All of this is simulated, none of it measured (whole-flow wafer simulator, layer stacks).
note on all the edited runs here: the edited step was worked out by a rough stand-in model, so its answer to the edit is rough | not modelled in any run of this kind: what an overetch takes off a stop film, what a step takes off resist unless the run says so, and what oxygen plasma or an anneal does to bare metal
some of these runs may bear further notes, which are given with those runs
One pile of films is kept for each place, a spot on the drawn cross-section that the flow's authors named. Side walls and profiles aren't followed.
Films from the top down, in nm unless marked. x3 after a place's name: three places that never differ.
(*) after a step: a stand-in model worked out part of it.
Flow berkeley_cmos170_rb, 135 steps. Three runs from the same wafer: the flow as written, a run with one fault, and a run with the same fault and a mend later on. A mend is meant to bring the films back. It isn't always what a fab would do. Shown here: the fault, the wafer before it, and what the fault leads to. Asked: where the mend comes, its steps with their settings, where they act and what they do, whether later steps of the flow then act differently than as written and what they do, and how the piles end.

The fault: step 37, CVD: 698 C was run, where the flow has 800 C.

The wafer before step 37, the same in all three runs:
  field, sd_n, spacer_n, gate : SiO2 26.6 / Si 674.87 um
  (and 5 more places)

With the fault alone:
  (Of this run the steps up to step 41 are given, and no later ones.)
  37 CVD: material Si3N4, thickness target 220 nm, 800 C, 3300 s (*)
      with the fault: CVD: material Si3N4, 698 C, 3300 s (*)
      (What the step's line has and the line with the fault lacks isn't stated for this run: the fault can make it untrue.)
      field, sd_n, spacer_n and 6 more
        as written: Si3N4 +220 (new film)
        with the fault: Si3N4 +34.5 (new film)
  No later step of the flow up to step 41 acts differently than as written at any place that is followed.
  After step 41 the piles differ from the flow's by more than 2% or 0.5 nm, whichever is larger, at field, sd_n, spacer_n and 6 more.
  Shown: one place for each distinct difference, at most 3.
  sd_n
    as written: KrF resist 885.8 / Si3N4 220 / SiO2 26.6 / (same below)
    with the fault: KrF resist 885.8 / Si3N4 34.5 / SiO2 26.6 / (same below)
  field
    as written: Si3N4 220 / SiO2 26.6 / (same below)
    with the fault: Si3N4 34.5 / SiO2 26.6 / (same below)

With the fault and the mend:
  The mend comes after step 37.
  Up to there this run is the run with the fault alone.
  37a CVD: material Si3N4, thickness target 185.5 nm, 800 C, 2782 s (*) (the flow's step 37 once more, with other settings)
      field, sd_n, spacer_n and 6 more
        Si3N4 +185.5
  No later step of the flow acts differently than as written at any place that is followed.
  At the end the piles are the same as the flow's at every place that both follow.
